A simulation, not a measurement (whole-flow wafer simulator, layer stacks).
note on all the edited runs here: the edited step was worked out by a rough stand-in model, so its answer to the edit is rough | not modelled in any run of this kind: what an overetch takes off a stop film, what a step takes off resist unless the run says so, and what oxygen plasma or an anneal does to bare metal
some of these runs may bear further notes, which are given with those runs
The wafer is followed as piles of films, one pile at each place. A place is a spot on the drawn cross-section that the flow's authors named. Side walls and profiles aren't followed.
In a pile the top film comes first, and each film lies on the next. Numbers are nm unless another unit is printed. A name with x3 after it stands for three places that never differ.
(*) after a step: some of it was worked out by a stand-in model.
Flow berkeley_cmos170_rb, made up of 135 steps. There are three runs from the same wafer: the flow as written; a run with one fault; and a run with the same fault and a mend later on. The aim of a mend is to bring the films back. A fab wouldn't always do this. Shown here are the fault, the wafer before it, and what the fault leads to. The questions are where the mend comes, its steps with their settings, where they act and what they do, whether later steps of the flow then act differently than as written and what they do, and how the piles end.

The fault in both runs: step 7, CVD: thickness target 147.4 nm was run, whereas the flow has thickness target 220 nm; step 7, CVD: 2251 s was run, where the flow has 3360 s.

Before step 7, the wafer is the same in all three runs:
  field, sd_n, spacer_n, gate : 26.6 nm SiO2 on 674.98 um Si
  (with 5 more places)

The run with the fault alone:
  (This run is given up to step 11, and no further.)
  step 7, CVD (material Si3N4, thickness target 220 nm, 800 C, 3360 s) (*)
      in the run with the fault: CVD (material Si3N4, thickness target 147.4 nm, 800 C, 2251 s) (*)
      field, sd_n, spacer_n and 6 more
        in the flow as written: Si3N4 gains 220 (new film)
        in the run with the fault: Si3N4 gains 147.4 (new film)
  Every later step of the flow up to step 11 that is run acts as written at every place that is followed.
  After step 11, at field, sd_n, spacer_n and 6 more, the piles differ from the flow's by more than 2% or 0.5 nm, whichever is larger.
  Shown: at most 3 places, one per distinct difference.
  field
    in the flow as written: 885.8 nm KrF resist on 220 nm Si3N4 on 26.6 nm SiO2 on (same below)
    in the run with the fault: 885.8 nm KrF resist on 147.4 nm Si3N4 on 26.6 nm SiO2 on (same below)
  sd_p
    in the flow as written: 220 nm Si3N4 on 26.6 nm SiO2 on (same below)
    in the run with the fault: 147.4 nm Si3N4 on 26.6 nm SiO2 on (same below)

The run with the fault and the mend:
  After step 7 comes the mend.
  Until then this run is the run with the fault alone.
  step 7a, ETCH (chemistry h3po4, depth target 169.2 nm)
      field, sd_n, spacer_n and 6 more
        Si3N4 loses 147.4 (all of it)
  step 7b, CLEAN (*) (the flow's step 1, run once more)
      alters no film at any place that is followed
  step 7c, CVD (material Si3N4, thickness target 220 nm, 800 C, 3360 s) (*) (the flow's step 7, run once more)
      field, sd_n, spacer_n and 6 more
        Si3N4 gains 220 (new film)
  Every later step of the flow that is run acts as written at every place that is followed.
  At every place that both follow, the piles at the end match the flow's.
